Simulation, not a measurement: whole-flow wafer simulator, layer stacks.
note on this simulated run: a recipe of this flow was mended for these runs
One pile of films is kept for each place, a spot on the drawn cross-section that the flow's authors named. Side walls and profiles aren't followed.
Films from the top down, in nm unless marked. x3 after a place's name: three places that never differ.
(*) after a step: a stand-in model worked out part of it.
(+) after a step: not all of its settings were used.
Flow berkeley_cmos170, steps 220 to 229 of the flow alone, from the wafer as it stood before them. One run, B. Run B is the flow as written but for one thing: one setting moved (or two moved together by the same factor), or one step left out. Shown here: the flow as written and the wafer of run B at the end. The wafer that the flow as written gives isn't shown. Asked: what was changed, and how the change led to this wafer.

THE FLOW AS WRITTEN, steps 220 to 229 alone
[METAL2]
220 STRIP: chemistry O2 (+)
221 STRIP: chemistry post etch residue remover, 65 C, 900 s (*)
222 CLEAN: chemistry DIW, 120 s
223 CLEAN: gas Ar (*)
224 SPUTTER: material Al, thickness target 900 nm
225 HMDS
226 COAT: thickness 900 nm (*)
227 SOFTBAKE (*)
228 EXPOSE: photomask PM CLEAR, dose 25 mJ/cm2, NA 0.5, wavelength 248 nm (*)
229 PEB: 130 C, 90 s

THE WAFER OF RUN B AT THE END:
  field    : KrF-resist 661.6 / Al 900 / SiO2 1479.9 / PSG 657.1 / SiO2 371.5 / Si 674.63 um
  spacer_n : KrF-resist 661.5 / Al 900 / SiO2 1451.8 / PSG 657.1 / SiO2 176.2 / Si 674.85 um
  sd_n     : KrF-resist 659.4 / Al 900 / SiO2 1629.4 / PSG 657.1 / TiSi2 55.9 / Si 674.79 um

The cause: step 226, COAT: thickness 663 nm was run, where the flow has thickness 900 nm.

How the change led to this, step by step:
  226 COAT: thickness 900 nm (*)
      field, mark: KrF-resist +663 (new film) (as written it would be: KrF-resist +900 (new film))
      spacer_n, gate_n: KrF-resist +662.9 (new film) (as written it would be: KrF-resist +899.9 (new film))
      (and at 9 more places)
  229 PEB: 130 C, 90 s
      field, mark, spacer_n, gate_n, sd_p, spacer_p, gate_p: KrF-resist -1.39 (as written it would be: KrF-resist -2)
      sd_n: KrF-resist -1.39 (as written it would be: KrF-resist -1.99)
      (and at 5 more places)
